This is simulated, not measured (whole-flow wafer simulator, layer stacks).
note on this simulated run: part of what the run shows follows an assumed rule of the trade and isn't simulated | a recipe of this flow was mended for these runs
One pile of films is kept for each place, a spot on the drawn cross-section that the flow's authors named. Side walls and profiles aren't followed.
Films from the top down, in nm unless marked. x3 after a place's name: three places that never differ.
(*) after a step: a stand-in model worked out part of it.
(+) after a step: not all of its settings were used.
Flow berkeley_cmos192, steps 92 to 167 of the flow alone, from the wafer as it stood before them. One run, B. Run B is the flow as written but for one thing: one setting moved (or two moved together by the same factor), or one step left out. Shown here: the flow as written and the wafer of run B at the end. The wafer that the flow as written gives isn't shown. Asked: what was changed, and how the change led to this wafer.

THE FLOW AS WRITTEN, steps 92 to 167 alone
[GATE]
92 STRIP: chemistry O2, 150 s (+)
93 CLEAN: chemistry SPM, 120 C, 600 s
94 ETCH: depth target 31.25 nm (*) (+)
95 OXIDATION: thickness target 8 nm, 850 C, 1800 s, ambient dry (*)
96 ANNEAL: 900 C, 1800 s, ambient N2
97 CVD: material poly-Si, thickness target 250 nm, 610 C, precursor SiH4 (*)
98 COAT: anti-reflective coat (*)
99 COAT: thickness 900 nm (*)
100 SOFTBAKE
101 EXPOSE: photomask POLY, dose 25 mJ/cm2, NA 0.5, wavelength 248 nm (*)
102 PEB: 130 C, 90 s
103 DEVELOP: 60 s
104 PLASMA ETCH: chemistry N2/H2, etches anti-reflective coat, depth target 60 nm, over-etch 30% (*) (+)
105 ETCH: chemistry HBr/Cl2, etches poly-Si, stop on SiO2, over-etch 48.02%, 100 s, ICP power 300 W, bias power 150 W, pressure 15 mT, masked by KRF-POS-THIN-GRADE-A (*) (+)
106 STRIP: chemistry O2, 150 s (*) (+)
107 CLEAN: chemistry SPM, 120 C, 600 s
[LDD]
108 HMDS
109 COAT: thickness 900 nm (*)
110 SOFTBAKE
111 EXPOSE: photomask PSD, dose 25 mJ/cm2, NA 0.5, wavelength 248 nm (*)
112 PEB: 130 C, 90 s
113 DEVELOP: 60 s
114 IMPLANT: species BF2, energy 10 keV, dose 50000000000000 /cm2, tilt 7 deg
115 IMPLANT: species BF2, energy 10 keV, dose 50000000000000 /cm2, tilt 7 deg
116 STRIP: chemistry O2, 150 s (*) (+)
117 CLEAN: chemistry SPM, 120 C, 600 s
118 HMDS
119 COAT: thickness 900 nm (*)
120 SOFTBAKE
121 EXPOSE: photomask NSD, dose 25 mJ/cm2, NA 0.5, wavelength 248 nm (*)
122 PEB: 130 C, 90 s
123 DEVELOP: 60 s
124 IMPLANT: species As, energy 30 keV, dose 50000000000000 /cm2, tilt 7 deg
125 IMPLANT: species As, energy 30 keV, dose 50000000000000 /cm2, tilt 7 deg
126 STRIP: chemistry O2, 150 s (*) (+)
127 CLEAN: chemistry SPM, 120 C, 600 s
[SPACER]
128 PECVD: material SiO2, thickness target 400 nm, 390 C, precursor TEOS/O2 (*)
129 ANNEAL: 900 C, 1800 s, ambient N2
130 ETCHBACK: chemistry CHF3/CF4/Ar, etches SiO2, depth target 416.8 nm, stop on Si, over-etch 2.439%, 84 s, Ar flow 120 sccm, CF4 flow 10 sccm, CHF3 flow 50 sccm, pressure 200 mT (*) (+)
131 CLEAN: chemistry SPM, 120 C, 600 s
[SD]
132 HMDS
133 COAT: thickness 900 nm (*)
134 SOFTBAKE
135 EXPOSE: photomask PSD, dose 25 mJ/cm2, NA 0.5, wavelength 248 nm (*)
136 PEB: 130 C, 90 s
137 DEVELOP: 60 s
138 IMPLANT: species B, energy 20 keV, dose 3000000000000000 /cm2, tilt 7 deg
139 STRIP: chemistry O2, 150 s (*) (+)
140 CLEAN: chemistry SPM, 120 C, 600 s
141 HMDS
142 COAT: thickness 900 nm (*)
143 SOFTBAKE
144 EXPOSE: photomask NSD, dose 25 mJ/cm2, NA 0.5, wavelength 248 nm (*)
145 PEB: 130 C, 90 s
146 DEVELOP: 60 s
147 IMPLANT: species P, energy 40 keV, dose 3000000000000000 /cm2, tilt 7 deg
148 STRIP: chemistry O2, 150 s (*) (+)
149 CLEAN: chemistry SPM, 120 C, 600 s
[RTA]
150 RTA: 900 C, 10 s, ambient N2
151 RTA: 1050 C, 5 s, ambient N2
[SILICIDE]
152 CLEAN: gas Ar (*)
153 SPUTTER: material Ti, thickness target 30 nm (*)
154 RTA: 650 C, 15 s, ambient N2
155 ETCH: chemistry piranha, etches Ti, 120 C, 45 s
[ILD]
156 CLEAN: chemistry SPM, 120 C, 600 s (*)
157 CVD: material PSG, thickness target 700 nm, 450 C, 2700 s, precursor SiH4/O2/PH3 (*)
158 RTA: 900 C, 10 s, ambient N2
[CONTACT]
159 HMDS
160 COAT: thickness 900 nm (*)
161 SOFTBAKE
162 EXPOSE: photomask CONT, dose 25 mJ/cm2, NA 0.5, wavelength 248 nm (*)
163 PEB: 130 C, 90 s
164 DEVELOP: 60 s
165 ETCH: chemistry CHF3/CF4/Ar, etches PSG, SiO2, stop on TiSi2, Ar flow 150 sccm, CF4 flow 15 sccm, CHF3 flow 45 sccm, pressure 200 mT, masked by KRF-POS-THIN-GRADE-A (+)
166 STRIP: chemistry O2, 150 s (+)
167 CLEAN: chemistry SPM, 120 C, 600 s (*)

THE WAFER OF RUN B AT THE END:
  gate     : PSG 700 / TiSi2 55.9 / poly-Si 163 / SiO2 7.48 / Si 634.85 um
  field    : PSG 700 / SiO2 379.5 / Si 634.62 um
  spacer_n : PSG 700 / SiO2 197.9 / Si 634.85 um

The cause: step 97, CVD: thickness target 222 nm was run, where the flow has thickness target 250 nm.

How the change led to this, step by step:
  97 CVD: material poly-Si, thickness target 250 nm, 610 C, precursor SiH4 (*)
      field, sd_n, spacer_n and 6 more: poly-Si +222 (new film) (as written it would be: poly-Si +250 (new film))
  105 ETCH: chemistry HBr/Cl2, etches poly-Si, stop on SiO2, over-etch 48.02%, 100 s, ICP power 300 W, bias power 150 W, pressure 15 mT, masked by KRF-POS-THIN-GRADE-A (*) (+)
      spacer_n, spacer_p: poly-Si -218.2 (all of it), SiO2 -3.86 (as written it would be: poly-Si -246.2 (all of it), SiO2 -1.71)
      field: poly-Si -218.2 (all of it), SiO2 -3.86 (as written it would be: poly-Si -246.1 (all of it), SiO2 -1.71)
      (and at 4 more places)
  109 COAT: thickness 900 nm (*)
      gate: KrF-resist +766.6 (new film) (as written it would be: KrF-resist +743.5 (new film))
      gate_p: KrF-resist +762.9 (new film) (as written it would be: KrF-resist +739.8 (new film))
  113 DEVELOP: 60 s
      gate_p: KrF-resist -761.2 (all of it) (as written it would be: KrF-resist -738.2 (all of it))
  116 STRIP: chemistry O2, 150 s (*) (+)
      gate: KrF-resist -750 (all of it), chemical SiO2 +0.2, poly-Si -0.09 (as written it would be: KrF-resist -727 (all of it), chemical SiO2 +0.2, poly-Si -0.09)
  119 COAT: thickness 900 nm (*)
      gate: KrF-resist +765.8 (new film) (as written it would be: KrF-resist +743.4 (new film))
      gate_p: KrF-resist +762 (new film) (as written it would be: KrF-resist +739.7 (new film))
  123 DEVELOP: 60 s
      gate: KrF-resist -764.1 (all of it) (as written it would be: KrF-resist -741.9 (all of it))
  126 STRIP: chemistry O2, 150 s (*) (+)
      gate_p: KrF-resist -745.5 (all of it), chemical SiO2 +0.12, poly-Si -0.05 (as written it would be: KrF-resist -723.2 (all of it), chemical SiO2 +0.12, poly-Si -0.05)
  130 ETCHBACK: chemistry CHF3/CF4/Ar, etches SiO2, depth target 416.8 nm, stop on Si, over-etch 2.439%, 84 s, Ar flow 120 sccm, CF4 flow 10 sccm, CHF3 flow 50 sccm, pressure 200 mT (*) (+)
      spacer_n: SiO2 -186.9 (as written it would be: SiO2 -161)
      spacer_p: SiO2 -186.8 (as written it would be: SiO2 -161)
  133 COAT: thickness 900 nm (*)
      spacer_n: KrF-resist +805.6 (new film) (as written it would be: KrF-resist +785.3 (new film))
      gate: KrF-resist +784.5 (new film) (as written it would be: KrF-resist +764.7 (new film))
      (and at 2 more places)
  137 DEVELOP: 60 s
      spacer_p: KrF-resist -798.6 (all of it) (as written it would be: KrF-resist -778.4 (all of it))
      gate_p: KrF-resist -777.5 (all of it) (as written it would be: KrF-resist -757.7 (all of it))
  139 STRIP: chemistry O2, 150 s (*) (+)
      spacer_n: KrF-resist -788.9 (all of it) (as written it would be: KrF-resist -768.7 (all of it))
      gate: KrF-resist -767.9 (all of it), chemical SiO2 +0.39, poly-Si -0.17 (as written it would be: KrF-resist -748.1 (all of it), chemical SiO2 +0.39, poly-Si -0.17)
  142 COAT: thickness 900 nm (*)
      spacer_n: KrF-resist +805.7 (new film) (as written it would be: KrF-resist +785.4 (new film))
      gate: KrF-resist +784.4 (new film) (as written it would be: KrF-resist +764.6 (new film))
      (and at 2 more places)
  146 DEVELOP: 60 s
      spacer_n: KrF-resist -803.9 (all of it) (as written it would be: KrF-resist -783.7 (all of it))
      gate: KrF-resist -782.7 (all of it) (as written it would be: KrF-resist -762.9 (all of it))
  148 STRIP: chemistry O2, 150 s (*) (+)
      spacer_p: KrF-resist -783.8 (all of it) (as written it would be: KrF-resist -763.6 (all of it))
      gate_p: KrF-resist -762.3 (all of it), chemical SiO2 +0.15 (as written it would be: KrF-resist -742.5 (all of it), chemical SiO2 +0.15)
  166 STRIP: chemistry O2, 150 s (+)
      spacer_n: KrF-resist -627.3 (all of it) (as written it would be: KrF-resist -612.8 (all of it))
      gate: KrF-resist -606 (all of it) (as written it would be: KrF-resist -593.2 (all of it))
      (and at 2 more places)
